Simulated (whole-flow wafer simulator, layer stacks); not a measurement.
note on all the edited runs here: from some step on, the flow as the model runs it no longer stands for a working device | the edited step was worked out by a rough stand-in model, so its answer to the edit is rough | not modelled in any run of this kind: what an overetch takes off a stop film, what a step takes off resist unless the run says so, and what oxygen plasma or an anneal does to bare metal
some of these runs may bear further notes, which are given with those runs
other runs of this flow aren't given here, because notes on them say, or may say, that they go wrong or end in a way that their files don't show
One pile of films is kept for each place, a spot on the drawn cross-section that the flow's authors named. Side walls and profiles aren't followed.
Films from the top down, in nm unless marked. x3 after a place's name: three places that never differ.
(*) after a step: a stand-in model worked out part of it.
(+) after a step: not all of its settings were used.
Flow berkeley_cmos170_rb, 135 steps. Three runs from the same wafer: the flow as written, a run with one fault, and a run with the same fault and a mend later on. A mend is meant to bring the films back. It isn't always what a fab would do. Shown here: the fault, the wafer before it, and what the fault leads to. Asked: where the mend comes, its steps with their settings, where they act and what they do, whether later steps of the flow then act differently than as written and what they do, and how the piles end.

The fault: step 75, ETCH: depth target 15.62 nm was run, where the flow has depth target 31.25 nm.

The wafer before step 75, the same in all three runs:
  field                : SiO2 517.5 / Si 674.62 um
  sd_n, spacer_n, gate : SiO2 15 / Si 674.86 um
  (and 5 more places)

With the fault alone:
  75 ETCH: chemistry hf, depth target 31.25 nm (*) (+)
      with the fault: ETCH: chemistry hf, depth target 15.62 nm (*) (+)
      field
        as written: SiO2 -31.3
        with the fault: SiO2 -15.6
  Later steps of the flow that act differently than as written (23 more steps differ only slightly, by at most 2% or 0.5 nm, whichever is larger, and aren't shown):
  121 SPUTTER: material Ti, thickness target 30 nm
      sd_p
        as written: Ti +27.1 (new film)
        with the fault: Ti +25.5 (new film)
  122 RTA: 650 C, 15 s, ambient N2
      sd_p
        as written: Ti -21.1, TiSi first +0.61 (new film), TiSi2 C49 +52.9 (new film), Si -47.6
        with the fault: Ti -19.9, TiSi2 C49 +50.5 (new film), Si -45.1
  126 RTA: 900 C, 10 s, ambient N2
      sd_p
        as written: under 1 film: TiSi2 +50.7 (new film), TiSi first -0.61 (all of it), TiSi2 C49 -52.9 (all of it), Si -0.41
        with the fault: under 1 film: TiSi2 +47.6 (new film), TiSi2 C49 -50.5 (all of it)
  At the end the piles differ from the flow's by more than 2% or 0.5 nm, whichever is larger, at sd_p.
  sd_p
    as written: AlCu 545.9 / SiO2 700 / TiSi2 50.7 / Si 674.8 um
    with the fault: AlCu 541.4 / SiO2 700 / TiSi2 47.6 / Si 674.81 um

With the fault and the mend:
  The mend comes after step 75.
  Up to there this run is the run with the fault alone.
  75a ETCH: chemistry hf, depth target 15.63 nm (*) (+) (the flow's step 75 once more, with other settings)
      field
        SiO2 -15.6
  No later step of the flow acts differently than as written, at any place that is followed, by more than 2% or 0.5 nm, whichever is larger.
  At the end the piles are the same as the flow's at every place that both follow.
